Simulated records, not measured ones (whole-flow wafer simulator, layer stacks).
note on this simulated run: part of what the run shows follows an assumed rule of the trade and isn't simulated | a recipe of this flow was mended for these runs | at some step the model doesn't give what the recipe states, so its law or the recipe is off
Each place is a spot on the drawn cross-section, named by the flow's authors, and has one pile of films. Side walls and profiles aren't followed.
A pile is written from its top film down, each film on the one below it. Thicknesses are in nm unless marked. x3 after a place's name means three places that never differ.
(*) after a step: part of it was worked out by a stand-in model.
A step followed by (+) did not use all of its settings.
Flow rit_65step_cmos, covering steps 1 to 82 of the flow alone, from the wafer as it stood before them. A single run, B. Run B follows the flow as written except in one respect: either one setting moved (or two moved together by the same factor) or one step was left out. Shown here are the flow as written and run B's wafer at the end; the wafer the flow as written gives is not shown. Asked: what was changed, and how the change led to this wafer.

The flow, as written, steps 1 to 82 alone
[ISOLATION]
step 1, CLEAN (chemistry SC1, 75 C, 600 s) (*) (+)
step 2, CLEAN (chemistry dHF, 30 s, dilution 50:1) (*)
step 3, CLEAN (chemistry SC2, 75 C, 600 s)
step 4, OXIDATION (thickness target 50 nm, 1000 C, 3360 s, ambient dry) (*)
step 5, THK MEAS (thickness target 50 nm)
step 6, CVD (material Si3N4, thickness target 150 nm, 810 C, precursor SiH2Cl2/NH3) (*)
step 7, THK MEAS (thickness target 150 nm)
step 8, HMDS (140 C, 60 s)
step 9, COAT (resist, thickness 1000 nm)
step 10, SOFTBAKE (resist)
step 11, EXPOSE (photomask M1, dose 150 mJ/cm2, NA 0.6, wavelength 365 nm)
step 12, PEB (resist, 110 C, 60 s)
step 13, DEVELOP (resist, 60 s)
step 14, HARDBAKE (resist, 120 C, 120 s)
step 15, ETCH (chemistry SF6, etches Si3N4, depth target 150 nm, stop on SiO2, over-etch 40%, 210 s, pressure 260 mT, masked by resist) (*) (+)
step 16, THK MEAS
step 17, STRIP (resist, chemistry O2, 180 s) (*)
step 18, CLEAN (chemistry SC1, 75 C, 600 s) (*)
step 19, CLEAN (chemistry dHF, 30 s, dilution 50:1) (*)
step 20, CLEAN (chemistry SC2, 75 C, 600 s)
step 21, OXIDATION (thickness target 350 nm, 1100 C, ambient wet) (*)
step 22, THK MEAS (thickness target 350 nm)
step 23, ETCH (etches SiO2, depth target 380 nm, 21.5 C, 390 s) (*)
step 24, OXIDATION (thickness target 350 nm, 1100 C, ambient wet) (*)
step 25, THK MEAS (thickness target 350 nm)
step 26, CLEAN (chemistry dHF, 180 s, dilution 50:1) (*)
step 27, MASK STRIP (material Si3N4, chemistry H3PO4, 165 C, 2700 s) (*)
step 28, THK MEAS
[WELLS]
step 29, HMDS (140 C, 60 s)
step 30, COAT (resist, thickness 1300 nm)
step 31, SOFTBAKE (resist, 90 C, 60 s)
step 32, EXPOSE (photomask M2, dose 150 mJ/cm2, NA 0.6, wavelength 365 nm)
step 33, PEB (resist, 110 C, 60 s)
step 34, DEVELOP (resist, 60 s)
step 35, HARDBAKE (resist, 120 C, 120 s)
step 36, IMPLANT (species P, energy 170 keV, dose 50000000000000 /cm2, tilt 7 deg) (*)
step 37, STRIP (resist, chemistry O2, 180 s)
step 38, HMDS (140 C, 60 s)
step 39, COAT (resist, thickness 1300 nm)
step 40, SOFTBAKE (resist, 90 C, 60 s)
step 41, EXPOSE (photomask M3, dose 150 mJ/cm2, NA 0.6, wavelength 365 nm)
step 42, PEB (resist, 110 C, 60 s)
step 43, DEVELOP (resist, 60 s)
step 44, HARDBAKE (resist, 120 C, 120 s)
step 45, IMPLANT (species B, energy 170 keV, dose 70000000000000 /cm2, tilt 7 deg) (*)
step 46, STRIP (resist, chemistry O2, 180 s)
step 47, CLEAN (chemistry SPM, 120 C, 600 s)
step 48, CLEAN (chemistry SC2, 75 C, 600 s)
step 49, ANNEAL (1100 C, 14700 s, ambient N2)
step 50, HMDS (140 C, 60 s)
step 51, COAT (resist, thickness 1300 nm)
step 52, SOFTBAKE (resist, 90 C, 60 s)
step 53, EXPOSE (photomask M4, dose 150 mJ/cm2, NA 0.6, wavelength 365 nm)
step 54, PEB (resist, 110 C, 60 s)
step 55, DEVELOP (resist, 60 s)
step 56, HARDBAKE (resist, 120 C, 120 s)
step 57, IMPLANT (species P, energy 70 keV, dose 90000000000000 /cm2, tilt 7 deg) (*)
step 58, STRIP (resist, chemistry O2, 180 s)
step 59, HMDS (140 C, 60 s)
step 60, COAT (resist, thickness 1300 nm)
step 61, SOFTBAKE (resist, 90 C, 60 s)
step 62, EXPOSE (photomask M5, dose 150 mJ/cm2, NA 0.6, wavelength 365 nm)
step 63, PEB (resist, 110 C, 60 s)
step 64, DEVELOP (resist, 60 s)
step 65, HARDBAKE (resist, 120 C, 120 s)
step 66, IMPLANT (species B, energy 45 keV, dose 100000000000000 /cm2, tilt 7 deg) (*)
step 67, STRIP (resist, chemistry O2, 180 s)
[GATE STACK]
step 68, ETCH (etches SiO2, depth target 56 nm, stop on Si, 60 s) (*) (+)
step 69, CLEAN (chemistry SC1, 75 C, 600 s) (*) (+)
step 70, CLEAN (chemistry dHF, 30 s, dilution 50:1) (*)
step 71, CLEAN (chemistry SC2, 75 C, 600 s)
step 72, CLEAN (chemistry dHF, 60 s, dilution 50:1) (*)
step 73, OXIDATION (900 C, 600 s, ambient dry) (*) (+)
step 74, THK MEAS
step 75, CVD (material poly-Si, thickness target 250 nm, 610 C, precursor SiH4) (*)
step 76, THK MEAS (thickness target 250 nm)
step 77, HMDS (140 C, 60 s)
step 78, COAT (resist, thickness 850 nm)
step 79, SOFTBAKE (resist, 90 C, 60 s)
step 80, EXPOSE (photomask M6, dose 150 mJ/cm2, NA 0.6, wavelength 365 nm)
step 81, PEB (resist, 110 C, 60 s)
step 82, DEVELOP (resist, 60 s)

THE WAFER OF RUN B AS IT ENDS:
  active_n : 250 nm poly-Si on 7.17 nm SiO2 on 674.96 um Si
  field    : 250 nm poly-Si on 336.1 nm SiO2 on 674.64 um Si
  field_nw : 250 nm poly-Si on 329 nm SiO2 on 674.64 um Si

The reason: step 24, OXIDATION: thickness target 434 nm was run, though the flow has thickness target 350 nm; step 27, MASK STRIP: 3348 s was run, where the flow has 2700 s.

How this came from the change, step by step:
  step 24, OXIDATION (thickness target 350 nm, 1100 C, ambient wet) (*)
      active_n, active_p, gate_n and 7 more: +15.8 SiO2 (new film), -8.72 Si3N4 (as written it would have been: +12 SiO2 (new film), -6.61 Si3N4)
      field, field_pw, field_nw, field_p: +434 SiO2 (new film), -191 Si (as written it would have been: +350 SiO2 (new film), -154 Si)
  step 26, CLEAN (chemistry dHF, 180 s, dilution 50:1) (*)
      active_n, active_p, gate_n and 7 more: -15.8 SiO2 (all of it), -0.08 Si3N4 (as written it would have been: -12 SiO2 (all of it), -0.44 Si3N4)
  step 27, MASK STRIP (material Si3N4, chemistry H3PO4, 165 C, 2700 s) (*)
      active_n, active_p, gate_n and 7 more: -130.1 Si3N4 (all of it), -8.27 SiO2 (as written it would have been: -131.8 Si3N4 (all of it), -5.64 SiO2)
      field, field_pw, field_nw, field_p: -13.2 SiO2 (as written it would have been: -10.7 SiO2)
  step 30, COAT (resist, thickness 1300 nm)
      field, field_p: +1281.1 resist (new film) (as written it would have been: +1315.7 resist (new film))
  step 33, PEB (resist, 110 C, 60 s)
      field, field_p: -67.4 resist (as written it would have been: -69.2 resist)
      field_pw, field_nw: -67.7 resist (as written it would have been: -69.1 resist)
  step 34, DEVELOP (resist, 60 s)
      field_p: -1213.8 resist (all of it) (as written it would have been: -1246.5 resist (all of it))
  step 35, HARDBAKE (resist, 120 C, 120 s)
      field: -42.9 resist (as written it would have been: -44.1 resist)
  step 37, STRIP (resist, chemistry O2, 180 s)
      field: -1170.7 resist (all of it) (as written it would have been: -1202.4 resist (all of it))
  step 39, COAT (resist, thickness 1300 nm)
      field, field_p: +1281.1 resist (new film) (as written it would have been: +1315.7 resist (new film))
  step 42, PEB (resist, 110 C, 60 s)
      field, field_p: -67.4 resist (as written it would have been: -69.2 resist)
      field_pw, field_nw: -67.7 resist (as written it would have been: -69.1 resist)
  step 43, DEVELOP (resist, 60 s)
      field: -1213.7 resist (all of it) (as written it would have been: -1246.5 resist (all of it))
  step 44, HARDBAKE (resist, 120 C, 120 s)
      field_p: -42.9 resist (as written it would have been: -44.1 resist)
  step 46, STRIP (resist, chemistry O2, 180 s)
      field_p: -1170.8 resist (all of it) (as written it would have been: -1202.3 resist (all of it))
  step 51, COAT (resist, thickness 1300 nm)
      field, field_p: +1281.1 resist (new film) (as written it would have been: +1315.7 resist (new film))
  step 54, PEB (resist, 110 C, 60 s)
      field, field_p: -67.4 resist (as written it would have been: -69.2 resist)
      field_pw, field_nw: -67.7 resist (as written it would have been: -69.1 resist)
  step 55, DEVELOP (resist, 60 s)
      field_p: -1213.8 resist (all of it) (as written it would have been: -1246.5 resist (all of it))
  ... another 10 steps ...
  step 82, DEVELOP (resist, 60 s)
      field: -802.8 resist (all of it) (as written it would have been: -832.7 resist (all of it))
      field_pw: -804.6 resist (all of it) (as written it would have been: -826 resist (all of it))
      (as well as at 2 more places)
